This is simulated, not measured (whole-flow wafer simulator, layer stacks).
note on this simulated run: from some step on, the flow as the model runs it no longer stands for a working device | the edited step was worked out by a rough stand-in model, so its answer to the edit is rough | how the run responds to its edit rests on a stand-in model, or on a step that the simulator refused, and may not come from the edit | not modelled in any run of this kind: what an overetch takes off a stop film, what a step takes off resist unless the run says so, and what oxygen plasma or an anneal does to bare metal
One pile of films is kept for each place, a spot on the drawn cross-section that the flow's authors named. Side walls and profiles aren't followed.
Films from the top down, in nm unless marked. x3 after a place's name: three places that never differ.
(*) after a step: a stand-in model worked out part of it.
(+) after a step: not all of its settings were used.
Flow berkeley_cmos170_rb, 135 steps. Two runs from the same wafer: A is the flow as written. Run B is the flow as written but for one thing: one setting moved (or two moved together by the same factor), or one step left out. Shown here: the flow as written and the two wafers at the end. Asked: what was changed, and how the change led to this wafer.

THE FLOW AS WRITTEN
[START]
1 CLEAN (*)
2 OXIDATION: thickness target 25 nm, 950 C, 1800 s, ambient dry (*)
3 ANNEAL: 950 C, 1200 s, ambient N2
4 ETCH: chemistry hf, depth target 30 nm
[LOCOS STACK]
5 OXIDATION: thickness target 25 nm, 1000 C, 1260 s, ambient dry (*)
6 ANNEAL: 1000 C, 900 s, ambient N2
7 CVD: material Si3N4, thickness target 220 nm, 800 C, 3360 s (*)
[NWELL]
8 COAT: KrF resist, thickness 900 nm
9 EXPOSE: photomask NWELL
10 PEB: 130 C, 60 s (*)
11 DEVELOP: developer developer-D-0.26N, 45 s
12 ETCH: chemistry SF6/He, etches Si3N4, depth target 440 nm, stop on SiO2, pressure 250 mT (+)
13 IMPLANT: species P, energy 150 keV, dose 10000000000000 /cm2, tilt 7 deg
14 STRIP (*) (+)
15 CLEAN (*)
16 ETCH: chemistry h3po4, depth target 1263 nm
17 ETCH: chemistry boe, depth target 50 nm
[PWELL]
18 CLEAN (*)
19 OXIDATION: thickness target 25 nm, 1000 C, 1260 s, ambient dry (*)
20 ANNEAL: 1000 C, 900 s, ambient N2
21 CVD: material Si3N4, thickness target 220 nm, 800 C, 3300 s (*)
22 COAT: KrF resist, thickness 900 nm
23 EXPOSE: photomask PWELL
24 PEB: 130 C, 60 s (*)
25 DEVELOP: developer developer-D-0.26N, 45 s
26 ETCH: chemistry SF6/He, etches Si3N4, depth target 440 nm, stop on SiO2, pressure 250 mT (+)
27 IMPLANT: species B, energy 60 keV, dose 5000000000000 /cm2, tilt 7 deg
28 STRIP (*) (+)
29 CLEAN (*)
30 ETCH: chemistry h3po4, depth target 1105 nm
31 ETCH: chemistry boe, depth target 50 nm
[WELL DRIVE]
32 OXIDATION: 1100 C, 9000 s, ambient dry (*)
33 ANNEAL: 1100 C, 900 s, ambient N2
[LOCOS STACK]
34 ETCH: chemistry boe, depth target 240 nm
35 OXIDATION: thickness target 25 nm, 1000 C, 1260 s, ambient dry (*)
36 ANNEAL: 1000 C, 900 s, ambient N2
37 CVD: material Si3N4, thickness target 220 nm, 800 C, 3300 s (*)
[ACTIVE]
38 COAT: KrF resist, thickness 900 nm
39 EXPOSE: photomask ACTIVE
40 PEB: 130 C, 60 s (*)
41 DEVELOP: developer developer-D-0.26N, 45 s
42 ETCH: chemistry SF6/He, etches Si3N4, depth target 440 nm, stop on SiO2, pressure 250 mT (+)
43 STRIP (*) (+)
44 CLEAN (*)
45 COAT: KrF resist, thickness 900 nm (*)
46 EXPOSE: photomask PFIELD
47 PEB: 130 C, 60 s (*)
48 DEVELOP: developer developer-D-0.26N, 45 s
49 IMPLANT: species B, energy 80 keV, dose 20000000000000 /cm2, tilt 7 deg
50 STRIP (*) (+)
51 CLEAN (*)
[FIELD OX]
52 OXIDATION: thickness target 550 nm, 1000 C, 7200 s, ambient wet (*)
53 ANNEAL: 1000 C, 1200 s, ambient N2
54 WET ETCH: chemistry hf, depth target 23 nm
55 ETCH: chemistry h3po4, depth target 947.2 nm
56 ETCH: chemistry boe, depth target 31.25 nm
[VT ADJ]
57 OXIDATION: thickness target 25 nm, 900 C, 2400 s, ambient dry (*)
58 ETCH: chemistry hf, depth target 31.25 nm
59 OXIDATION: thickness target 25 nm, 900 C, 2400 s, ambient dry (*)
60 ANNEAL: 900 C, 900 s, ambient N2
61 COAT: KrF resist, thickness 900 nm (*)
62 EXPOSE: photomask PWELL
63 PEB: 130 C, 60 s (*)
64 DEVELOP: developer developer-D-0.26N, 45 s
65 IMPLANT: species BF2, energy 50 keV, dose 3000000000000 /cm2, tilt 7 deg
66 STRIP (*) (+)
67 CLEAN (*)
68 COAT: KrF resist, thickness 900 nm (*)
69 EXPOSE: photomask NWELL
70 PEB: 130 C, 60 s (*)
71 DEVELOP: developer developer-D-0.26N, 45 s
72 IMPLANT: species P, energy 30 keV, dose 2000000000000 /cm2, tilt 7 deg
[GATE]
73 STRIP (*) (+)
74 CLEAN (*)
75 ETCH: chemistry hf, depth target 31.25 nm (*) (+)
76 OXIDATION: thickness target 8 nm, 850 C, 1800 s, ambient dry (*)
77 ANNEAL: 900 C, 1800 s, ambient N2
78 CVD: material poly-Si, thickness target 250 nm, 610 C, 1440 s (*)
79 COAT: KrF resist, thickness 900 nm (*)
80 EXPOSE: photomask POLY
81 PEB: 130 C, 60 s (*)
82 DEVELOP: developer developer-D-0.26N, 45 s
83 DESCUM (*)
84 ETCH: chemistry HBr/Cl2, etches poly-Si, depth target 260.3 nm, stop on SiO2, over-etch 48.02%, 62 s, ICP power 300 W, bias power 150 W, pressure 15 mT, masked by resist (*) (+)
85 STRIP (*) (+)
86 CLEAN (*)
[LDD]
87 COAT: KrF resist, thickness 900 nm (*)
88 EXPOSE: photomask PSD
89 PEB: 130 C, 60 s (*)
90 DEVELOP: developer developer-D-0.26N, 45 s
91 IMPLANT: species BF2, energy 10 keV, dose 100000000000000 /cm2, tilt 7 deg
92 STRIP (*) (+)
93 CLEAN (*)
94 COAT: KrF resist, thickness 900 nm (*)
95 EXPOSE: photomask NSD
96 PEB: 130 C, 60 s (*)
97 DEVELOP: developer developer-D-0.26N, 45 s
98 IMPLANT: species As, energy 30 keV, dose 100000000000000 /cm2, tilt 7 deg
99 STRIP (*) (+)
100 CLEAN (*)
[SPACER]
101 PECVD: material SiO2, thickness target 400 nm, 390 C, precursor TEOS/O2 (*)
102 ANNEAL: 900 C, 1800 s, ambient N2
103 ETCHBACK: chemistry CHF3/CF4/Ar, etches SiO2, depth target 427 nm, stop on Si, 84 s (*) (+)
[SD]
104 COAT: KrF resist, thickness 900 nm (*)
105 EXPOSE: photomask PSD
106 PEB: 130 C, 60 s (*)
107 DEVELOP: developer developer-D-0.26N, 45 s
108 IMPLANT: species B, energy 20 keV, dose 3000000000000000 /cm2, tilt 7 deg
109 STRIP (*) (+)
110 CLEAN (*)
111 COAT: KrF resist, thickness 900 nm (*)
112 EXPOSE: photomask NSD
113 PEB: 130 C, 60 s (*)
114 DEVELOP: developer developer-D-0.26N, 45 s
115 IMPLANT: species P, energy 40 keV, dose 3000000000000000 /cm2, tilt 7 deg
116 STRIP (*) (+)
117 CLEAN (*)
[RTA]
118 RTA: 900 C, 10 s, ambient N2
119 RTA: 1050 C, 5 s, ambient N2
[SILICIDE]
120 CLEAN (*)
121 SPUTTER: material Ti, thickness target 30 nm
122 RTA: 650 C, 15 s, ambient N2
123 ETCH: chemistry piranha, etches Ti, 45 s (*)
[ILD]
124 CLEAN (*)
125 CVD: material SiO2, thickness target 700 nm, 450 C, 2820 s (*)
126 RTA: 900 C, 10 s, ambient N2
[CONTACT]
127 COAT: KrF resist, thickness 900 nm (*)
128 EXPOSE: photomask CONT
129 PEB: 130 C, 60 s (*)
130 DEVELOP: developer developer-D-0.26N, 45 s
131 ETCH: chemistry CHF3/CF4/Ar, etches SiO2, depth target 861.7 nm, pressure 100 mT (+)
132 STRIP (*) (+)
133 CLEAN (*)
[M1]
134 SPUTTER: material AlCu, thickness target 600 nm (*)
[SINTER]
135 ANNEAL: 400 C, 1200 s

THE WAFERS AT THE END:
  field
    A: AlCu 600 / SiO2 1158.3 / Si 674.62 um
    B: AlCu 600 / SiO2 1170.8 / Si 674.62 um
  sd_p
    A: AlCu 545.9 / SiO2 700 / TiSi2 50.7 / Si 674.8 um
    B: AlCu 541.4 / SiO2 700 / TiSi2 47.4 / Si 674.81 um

The cause: step 75, ETCH: depth target 18.75 nm was run, where the flow has depth target 31.25 nm.

How the change led to this, step by step:
  75 ETCH: chemistry hf, depth target 31.25 nm (*) (+)
      field: A SiO2 -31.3 | B SiO2 -18.8
  121 SPUTTER: material Ti, thickness target 30 nm
      sd_p: A Ti +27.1 (new film) | B Ti +25.4 (new film)
  122 RTA: 650 C, 15 s, ambient N2
      sd_p: A Ti -21.1, TiSi first +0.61 (new film), TiSi2 C49 +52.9 (new film), Si -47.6 | B Ti -19.8, TiSi2 C49 +50.3 (new film), Si -44.9
  126 RTA: 900 C, 10 s, ambient N2
      sd_p: A under 1 film: TiSi2 +50.7 (new film), TiSi first -0.61 (all of it), TiSi2 C49 -52.9 (all of it), Si -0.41 | B under 1 film: TiSi2 +47.4 (new film), TiSi2 C49 -50.3 (all of it)
